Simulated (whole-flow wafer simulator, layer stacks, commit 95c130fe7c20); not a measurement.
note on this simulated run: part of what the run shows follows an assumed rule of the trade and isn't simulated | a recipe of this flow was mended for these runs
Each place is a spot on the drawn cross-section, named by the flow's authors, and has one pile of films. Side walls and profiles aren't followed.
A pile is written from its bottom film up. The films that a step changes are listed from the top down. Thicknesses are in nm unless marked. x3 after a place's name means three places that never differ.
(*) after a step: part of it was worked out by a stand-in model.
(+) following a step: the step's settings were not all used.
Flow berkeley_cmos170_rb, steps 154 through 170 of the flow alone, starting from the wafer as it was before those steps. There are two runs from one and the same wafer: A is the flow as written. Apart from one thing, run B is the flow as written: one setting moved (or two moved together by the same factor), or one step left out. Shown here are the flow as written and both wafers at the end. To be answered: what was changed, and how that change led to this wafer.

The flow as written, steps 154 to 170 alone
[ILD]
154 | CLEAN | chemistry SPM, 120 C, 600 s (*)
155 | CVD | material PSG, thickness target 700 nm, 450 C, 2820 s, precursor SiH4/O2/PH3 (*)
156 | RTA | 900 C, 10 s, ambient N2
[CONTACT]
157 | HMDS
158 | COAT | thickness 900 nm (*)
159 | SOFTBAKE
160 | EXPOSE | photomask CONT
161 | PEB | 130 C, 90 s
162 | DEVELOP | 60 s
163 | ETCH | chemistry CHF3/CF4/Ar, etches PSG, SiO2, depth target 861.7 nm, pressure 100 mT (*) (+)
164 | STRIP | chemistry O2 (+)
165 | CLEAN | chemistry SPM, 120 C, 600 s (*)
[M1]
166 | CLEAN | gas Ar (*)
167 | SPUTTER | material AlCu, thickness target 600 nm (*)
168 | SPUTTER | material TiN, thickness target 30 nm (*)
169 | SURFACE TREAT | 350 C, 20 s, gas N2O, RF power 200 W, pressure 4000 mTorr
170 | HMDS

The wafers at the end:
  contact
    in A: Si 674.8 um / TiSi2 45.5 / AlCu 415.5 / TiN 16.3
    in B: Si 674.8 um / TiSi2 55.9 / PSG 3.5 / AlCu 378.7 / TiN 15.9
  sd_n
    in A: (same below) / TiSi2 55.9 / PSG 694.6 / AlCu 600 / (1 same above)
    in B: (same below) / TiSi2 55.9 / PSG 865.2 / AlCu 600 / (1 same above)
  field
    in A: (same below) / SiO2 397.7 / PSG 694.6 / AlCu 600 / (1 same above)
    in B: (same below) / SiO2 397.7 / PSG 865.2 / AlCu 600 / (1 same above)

What caused this: step 155, CVD: thickness target 870.6 nm was run, though the flow has thickness target 700 nm; step 155, CVD: 3507 s was run, where the flow has 2820 s.

How this came from the change, step by step:
  155 | CVD | material PSG, thickness target 700 nm, 450 C, 2820 s, precursor SiH4/O2/PH3 (*)
      field, sd_n, spacer_n, gate, spacer_p, gate_p, contact, m1: A PSG gains 700 (new film) | B PSG gains 870.6 (new film)
      sd_p: A PSG gains 664.1 (new film) | B PSG gains 870.6 (new film)
  158 | COAT | thickness 900 nm (*)
      sd_p: A KrF-resist gains 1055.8 (new film) | B KrF-resist gains 1029.9 (new film)
  163 | ETCH | chemistry CHF3/CF4/Ar, etches PSG, SiO2, depth target 861.7 nm, pressure 100 mT (*) (+)
      contact: A PSG loses 700 (all of it), TiSi2 loses 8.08 | B PSG loses 861.7
  164 | STRIP | chemistry O2 (+)
      sd_p: A KrF-resist loses 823 (all of it) | B KrF-resist loses 797.2 (all of it)
  166 | CLEAN | gas Ar (*)
      contact: A TiSi2 loses 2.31 | B PSG loses 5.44
  167 | SPUTTER | material AlCu, thickness target 600 nm (*)
      sd_p: A AlCu gains 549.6 (new film) | B AlCu gains 565.6 (new film)
      contact: A AlCu gains 415.5 (new film) | B AlCu gains 378.7 (new film)
  168 | SPUTTER | material TiN, thickness target 30 nm (*)
      sd_p: A TiN gains 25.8 (new film) | B TiN gains 26.7 (new film)
